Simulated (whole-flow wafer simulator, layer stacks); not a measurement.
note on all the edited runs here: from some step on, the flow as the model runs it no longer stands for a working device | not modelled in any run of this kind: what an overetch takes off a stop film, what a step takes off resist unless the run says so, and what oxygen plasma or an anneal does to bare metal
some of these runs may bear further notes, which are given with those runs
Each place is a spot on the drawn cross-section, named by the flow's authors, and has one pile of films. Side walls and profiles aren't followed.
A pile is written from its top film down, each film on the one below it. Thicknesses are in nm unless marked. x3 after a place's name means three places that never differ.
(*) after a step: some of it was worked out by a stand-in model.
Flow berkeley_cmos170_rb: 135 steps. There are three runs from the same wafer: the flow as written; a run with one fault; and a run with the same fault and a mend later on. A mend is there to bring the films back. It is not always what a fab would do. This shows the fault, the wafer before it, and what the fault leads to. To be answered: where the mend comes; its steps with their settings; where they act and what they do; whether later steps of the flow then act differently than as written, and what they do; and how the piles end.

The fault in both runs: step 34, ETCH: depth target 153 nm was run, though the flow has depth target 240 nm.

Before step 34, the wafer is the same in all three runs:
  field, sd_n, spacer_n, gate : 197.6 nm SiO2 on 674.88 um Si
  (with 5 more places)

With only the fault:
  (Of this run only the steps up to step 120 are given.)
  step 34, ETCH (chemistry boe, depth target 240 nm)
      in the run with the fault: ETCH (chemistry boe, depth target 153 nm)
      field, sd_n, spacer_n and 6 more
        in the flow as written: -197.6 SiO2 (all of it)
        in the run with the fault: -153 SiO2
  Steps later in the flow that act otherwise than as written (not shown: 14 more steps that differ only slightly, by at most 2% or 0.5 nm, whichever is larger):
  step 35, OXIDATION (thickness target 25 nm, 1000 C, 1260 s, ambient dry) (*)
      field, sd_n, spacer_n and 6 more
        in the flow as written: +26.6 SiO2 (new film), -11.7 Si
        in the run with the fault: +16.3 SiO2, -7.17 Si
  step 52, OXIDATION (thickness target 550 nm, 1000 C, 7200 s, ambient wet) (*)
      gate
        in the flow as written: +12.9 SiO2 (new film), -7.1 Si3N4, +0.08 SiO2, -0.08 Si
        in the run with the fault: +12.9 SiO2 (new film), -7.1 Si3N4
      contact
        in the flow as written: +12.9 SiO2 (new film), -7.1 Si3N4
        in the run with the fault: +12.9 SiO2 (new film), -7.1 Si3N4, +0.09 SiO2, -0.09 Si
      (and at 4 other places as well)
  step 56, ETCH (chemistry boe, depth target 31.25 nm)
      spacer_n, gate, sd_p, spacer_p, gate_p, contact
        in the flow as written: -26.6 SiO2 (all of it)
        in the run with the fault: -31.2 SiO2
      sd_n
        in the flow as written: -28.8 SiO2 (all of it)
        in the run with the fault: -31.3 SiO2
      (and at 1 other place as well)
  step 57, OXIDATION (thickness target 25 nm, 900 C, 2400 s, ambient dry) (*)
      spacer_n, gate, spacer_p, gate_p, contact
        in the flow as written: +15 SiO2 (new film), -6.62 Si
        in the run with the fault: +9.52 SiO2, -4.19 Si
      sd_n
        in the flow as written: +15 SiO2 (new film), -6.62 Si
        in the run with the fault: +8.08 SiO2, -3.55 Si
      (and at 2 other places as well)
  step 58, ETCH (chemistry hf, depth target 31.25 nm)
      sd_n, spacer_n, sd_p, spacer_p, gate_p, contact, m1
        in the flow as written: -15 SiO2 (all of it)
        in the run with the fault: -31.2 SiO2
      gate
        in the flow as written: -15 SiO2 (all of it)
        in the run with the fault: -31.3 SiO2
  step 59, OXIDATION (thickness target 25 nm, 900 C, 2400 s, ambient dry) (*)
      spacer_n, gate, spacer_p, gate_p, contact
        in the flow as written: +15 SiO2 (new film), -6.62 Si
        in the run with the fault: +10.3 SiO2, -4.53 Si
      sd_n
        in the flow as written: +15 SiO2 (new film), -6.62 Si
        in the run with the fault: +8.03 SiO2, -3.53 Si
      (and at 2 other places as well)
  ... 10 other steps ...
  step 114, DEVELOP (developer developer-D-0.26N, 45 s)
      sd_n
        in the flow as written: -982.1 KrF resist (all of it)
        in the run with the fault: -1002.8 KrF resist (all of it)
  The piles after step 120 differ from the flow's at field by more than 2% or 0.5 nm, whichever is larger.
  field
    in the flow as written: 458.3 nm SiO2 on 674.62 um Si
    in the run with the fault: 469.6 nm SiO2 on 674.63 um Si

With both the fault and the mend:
  The mend follows step 34.
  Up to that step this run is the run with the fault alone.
  step 34a, ETCH (chemistry boe, depth target 87 nm) (a further turn of the flow's step 34, with different settings)
      field, sd_n, spacer_n and 6 more
        -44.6 SiO2 (all of it)
  None of the later steps of the flow acts differently than as written at any place that is followed.
  By the end, the piles equal the flow's at every place that both follow.
